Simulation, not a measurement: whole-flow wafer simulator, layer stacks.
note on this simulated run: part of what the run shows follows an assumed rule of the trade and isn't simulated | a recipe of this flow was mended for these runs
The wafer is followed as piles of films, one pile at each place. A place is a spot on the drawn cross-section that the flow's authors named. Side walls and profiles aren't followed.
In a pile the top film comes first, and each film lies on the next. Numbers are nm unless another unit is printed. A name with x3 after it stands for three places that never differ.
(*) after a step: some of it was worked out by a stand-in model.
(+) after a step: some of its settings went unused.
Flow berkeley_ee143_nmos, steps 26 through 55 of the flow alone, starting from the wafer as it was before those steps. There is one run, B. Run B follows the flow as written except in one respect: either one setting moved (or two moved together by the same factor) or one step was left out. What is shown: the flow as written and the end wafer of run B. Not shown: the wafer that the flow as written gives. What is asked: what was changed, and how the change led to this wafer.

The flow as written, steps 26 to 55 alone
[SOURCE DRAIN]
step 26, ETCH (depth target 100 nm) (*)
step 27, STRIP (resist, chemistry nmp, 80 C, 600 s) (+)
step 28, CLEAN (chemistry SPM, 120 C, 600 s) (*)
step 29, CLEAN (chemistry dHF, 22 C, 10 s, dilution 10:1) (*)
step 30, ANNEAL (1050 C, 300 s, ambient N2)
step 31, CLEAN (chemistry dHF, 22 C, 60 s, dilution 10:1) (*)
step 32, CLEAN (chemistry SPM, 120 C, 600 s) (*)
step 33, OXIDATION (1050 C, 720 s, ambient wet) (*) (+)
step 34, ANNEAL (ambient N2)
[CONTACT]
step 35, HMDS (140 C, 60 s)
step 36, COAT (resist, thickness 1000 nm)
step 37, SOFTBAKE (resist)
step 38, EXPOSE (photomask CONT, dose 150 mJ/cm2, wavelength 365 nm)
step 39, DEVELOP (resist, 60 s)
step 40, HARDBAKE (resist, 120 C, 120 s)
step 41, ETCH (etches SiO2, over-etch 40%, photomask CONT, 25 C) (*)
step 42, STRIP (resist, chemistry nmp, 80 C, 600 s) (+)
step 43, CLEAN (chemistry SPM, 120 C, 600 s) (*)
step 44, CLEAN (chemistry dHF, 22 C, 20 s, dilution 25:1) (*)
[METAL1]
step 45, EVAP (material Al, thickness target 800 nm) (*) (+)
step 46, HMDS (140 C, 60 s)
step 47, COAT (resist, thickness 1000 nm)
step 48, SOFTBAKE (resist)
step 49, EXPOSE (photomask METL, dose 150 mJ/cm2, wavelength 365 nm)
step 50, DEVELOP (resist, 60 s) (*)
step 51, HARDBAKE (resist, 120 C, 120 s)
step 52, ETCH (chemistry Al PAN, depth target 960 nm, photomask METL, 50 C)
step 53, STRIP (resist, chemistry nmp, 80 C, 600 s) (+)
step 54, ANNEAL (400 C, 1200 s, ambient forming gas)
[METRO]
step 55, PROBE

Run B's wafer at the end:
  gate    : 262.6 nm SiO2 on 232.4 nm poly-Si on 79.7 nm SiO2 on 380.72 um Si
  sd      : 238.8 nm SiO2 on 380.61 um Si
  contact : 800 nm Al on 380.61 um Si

Cause: step 33, OXIDATION: 1085 C was run, while the flow as written has 1050 C.

The path from the change to this, step by step:
  step 33, OXIDATION (1050 C, 720 s, ambient wet) (*) (+)
      sd, contact: SiO2 gains 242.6 (new film), chemical SiO2 loses 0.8 (all of it), Si loses 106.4 (as written it would have been: SiO2 gains 189.4 (new film), chemical SiO2 loses 0.8 (all of it), Si loses 83)
      gate: SiO2 gains 266.4 (new film), chemical SiO2 loses 0.8 (all of it), poly-Si loses 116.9 (as written it would have been: SiO2 gains 217.6 (new film), chemical SiO2 loses 0.8 (all of it), poly-Si loses 95.4)
      (and at 1 other place as well)
  step 41, ETCH (etches SiO2, over-etch 40%, photomask CONT, 25 C) (*)
      contact: SiO2 loses 242.6 (all of it) (as written it would have been: SiO2 loses 189.4 (all of it))
  step 47, COAT (resist, thickness 1000 nm)
      contact: resist gains 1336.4 (new film) (as written it would have been: resist gains 1301 (new film))
  step 51, HARDBAKE (resist, 120 C, 120 s)
      contact: resist loses 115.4 (as written it would have been: resist loses 112.2)
  step 53, STRIP (resist, chemistry nmp, 80 C, 600 s) (+)
      contact: resist loses 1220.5 (all of it) (as written it would have been: resist loses 1188.4 (all of it))
